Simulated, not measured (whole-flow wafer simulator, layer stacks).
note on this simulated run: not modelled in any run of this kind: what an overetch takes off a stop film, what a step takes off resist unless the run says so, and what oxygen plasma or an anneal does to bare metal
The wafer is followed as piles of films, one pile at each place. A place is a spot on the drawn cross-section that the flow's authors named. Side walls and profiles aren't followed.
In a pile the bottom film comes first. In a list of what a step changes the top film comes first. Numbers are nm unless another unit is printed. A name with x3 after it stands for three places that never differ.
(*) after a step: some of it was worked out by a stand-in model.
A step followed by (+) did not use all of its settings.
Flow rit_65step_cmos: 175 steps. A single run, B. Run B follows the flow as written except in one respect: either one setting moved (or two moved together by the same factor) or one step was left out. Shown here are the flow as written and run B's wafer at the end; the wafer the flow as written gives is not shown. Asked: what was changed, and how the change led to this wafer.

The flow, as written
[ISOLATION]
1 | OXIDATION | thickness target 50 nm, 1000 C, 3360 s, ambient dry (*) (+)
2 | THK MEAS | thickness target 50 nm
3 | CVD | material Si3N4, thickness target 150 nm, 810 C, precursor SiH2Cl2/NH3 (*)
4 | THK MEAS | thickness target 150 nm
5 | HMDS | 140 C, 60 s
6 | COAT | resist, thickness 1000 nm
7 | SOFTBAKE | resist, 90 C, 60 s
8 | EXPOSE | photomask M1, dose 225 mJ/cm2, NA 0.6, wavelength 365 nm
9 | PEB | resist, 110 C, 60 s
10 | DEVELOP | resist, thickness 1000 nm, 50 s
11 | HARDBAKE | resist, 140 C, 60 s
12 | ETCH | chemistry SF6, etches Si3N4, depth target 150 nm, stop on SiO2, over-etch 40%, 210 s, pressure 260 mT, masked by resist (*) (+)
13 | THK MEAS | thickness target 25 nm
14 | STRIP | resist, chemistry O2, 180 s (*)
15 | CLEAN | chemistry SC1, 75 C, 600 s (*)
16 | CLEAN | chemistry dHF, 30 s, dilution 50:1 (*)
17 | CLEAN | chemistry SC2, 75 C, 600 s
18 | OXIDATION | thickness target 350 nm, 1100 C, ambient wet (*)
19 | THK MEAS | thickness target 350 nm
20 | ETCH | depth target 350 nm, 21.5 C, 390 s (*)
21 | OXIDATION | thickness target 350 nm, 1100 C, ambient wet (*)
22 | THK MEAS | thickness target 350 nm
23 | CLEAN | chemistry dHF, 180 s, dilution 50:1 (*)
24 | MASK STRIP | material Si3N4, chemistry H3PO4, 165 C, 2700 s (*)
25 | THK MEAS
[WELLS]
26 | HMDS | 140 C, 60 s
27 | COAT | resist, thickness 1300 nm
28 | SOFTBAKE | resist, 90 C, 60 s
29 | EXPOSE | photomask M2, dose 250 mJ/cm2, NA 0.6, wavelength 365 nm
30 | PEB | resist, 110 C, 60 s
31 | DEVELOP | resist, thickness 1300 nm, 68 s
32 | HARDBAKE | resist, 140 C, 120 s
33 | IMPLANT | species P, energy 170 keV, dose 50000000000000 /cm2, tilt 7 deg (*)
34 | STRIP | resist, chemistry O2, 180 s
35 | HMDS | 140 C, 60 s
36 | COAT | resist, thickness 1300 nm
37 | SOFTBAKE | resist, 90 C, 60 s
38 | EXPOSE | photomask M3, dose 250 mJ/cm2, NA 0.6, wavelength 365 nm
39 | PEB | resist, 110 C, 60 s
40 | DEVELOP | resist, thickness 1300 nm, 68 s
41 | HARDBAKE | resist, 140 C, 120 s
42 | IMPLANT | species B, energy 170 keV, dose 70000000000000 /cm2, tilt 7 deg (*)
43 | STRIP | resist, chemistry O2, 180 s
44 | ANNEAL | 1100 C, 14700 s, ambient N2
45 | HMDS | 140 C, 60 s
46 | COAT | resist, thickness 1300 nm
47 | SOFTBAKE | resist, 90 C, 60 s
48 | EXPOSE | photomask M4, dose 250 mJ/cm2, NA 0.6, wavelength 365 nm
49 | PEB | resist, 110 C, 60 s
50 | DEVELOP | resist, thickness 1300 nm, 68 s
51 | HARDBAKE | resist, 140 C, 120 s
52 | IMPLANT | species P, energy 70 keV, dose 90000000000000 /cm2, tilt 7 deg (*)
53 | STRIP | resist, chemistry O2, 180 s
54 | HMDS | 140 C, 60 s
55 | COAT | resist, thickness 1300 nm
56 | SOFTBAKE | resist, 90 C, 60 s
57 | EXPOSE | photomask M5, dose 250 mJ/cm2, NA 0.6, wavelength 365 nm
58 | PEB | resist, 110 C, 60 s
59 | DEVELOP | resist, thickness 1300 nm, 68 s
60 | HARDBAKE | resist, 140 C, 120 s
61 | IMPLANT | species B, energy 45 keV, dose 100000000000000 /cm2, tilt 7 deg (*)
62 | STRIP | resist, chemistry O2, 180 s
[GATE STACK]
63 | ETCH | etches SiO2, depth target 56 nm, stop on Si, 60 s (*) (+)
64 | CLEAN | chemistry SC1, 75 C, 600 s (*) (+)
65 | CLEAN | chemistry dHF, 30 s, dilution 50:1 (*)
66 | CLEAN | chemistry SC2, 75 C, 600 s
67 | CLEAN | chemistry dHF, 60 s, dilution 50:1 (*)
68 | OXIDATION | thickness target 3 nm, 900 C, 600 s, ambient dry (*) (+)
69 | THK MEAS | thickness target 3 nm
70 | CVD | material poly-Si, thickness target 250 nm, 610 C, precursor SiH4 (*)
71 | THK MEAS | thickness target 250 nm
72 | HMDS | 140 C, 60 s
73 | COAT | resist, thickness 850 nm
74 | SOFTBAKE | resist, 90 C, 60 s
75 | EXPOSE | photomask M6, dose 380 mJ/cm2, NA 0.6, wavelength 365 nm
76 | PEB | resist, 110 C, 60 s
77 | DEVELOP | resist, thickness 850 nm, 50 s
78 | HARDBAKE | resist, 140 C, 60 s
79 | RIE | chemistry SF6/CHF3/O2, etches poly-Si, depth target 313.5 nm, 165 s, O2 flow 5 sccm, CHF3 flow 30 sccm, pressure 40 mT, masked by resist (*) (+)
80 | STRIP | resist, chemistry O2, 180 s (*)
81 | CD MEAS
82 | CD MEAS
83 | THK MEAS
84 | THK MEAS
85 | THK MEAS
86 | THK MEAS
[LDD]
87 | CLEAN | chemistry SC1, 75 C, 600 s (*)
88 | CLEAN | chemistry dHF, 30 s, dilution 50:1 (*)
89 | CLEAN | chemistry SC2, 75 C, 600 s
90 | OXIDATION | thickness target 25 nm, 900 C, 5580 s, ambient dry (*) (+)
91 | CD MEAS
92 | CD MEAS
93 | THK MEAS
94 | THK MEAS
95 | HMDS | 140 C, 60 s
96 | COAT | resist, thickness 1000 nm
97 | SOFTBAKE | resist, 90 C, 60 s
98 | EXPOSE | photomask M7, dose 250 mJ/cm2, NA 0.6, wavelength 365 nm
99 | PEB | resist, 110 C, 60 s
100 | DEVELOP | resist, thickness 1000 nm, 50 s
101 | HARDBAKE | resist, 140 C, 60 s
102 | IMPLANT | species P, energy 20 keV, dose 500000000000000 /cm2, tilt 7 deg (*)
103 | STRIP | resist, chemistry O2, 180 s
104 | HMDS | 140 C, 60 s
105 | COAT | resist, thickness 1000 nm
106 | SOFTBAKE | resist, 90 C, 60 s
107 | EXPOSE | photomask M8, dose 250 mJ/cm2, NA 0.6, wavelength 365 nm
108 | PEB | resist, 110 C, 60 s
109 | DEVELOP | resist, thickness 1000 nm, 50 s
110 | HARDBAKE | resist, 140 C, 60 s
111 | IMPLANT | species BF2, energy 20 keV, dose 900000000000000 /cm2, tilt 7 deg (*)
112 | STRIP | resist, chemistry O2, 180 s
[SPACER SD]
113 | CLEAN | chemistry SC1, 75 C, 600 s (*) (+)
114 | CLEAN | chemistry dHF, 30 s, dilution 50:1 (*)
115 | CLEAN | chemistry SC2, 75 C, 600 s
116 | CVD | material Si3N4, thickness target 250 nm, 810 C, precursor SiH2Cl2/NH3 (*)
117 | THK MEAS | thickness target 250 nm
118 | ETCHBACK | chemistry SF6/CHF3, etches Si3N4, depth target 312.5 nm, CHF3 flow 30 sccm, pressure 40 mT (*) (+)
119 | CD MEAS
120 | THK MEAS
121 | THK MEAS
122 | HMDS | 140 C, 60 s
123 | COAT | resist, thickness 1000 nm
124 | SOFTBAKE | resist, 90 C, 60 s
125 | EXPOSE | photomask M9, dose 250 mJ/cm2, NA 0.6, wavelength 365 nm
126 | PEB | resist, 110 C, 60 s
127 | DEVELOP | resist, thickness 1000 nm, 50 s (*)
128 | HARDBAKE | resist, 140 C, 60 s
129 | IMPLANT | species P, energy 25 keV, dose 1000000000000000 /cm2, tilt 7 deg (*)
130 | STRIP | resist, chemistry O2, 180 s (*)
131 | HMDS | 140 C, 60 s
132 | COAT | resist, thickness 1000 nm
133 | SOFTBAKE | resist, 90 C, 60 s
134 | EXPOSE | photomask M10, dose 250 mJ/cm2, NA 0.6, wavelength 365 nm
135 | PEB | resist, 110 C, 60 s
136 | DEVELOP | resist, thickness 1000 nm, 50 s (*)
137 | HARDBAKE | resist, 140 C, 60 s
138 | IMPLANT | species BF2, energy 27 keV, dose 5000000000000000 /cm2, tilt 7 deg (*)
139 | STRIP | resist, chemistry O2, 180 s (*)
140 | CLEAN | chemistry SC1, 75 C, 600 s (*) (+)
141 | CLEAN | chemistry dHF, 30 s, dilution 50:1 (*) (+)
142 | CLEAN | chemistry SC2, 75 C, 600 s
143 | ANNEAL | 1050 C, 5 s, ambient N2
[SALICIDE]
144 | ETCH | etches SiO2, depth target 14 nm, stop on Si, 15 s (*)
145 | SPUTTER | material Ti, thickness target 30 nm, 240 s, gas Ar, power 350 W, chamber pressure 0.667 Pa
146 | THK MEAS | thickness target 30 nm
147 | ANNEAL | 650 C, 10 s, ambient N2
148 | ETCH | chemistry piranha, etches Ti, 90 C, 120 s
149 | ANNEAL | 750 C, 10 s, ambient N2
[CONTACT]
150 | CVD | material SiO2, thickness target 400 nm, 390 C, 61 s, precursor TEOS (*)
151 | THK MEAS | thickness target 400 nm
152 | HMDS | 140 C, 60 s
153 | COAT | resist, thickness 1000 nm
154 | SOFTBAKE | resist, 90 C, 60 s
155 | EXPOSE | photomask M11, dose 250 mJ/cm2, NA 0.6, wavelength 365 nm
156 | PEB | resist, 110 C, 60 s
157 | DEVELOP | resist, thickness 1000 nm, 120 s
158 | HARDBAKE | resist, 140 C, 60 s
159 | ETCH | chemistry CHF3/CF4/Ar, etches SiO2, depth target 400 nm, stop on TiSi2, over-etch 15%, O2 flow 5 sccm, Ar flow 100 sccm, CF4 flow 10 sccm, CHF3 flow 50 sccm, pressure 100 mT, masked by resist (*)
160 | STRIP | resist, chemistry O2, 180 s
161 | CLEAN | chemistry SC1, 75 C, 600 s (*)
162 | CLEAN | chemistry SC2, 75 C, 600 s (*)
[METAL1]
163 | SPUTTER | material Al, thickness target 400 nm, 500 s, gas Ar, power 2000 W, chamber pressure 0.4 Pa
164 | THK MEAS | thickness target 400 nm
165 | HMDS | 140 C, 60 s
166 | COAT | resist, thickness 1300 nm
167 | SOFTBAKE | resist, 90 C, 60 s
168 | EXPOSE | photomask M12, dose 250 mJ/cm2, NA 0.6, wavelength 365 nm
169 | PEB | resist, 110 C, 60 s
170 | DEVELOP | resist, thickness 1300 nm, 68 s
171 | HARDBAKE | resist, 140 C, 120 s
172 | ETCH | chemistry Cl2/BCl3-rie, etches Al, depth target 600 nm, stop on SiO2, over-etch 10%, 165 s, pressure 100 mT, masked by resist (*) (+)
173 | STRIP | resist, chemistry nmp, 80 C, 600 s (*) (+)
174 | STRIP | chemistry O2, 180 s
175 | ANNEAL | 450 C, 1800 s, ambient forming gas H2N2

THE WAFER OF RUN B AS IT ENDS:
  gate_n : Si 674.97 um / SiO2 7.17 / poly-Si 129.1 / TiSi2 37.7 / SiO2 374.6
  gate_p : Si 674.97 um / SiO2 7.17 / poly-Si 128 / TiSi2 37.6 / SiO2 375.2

What caused this: step 145, SPUTTER: thickness target 21 nm was run, though the flow has thickness target 30 nm.

Step by step, how the change led to this:
  145 | SPUTTER | material Ti, thickness target 30 nm, 240 s, gas Ar, power 350 W, chamber pressure 0.667 Pa
      field, field_pw, field_nw, field_p, spacer, spacer_p: Ti gains 21 (new film) (in the flow as written it would be: Ti gains 30 (new film))
      gate_n: Ti gains 19.1 (new film) (in the flow as written it would be: Ti gains 27.3 (new film))
      (also at 1 further place)
  147 | ANNEAL | 650 C, 10 s, ambient N2
      gate_n: Ti loses 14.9, TiSi2 C49 gains 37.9 (new film), poly-Si loses 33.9 (in the flow as written it would be: Ti loses 21.3, TiSi first gains 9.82 (new film), TiSi2 C49 gains 39.5 (new film), poly-Si loses 41.9)
      gate_p: Ti loses 14.8, TiSi2 C49 gains 37.7 (new film), poly-Si loses 33.8 (in the flow as written it would be: Ti loses 21.2, TiSi first gains 9.56 (new film), TiSi2 C49 gains 39.6 (new film), poly-Si loses 41.9)
  148 | ETCH | chemistry piranha, etches Ti, 90 C, 120 s
      gate_n: Ti loses 4.2 (all of it), TiSi2 C49 loses 0.11 (in the flow as written it would be: Ti loses 6 (all of it), TiSi first loses 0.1)
      gate_p: Ti loses 4.18 (all of it), TiSi2 C49 loses 0.11 (in the flow as written it would be: Ti loses 5.97 (all of it), TiSi first loses 0.1)
      (also at 6 further places)
  149 | ANNEAL | 750 C, 10 s, ambient N2
      gate_n: TiSi2 gains 37.7 (new film), TiSi2 C49 loses 37.8 (all of it) (in the flow as written it would be: TiSi2 gains 50.8 (new film), TiSi first loses 9.72 (all of it), TiSi2 C49 loses 39.5 (all of it), poly-Si loses 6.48)
      gate_p: TiSi2 gains 37.6 (new film), TiSi2 C49 loses 37.6 (all of it) (in the flow as written it would be: TiSi2 gains 50.6 (new film), TiSi first loses 9.46 (all of it), TiSi2 C49 loses 39.6 (all of it), poly-Si loses 6.31)
